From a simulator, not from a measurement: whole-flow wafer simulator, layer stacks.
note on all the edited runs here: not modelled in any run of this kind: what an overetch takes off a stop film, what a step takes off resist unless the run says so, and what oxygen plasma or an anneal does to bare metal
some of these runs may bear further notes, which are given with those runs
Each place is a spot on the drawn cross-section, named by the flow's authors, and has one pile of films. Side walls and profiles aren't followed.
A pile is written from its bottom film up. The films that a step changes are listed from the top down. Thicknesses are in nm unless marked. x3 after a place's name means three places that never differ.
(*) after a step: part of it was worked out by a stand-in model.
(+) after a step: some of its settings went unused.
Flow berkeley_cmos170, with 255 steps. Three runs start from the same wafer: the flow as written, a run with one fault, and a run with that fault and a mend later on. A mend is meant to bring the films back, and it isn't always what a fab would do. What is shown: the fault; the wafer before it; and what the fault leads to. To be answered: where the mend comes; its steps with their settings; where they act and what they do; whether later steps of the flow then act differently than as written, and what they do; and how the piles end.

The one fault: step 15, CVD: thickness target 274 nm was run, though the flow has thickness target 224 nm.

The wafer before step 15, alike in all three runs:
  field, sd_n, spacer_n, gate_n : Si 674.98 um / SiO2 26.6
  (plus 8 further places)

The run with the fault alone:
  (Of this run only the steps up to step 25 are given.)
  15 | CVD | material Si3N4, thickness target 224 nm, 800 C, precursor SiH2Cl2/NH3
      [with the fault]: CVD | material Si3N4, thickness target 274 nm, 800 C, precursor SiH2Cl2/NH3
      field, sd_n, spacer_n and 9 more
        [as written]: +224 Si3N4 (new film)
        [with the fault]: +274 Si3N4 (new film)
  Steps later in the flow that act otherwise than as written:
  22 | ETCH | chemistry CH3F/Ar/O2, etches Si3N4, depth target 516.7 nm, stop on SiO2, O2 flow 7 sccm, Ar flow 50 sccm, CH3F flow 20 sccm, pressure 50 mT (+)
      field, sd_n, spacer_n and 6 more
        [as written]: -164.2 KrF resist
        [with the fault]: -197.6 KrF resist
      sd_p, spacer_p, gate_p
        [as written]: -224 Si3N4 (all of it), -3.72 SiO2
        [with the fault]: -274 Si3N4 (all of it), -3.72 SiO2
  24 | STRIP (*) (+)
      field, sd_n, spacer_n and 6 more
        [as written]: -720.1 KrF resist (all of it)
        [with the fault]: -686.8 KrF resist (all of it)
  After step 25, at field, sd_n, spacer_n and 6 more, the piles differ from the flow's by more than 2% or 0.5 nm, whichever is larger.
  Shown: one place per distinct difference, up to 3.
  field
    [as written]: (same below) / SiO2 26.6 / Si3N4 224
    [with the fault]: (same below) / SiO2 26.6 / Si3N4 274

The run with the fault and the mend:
  The mend follows step 15.
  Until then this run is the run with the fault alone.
  15a | ETCH | chemistry h3po4, depth target 315.1 nm
      field, sd_n, spacer_n and 9 more
        -274 Si3N4 (all of it)
  15b | CLEAN | chemistry SPM
      leaves every film unchanged at each place that is followed
  15c | CVD | material Si3N4, thickness target 224 nm, 800 C, precursor SiH2Cl2/NH3 (the flow's step 15 again)
      field, sd_n, spacer_n and 9 more
        +224 Si3N4 (new film)
  Every later step of the flow that is run acts as written at every place that is followed.
  At every place that both follow, the piles at the end match the flow's.
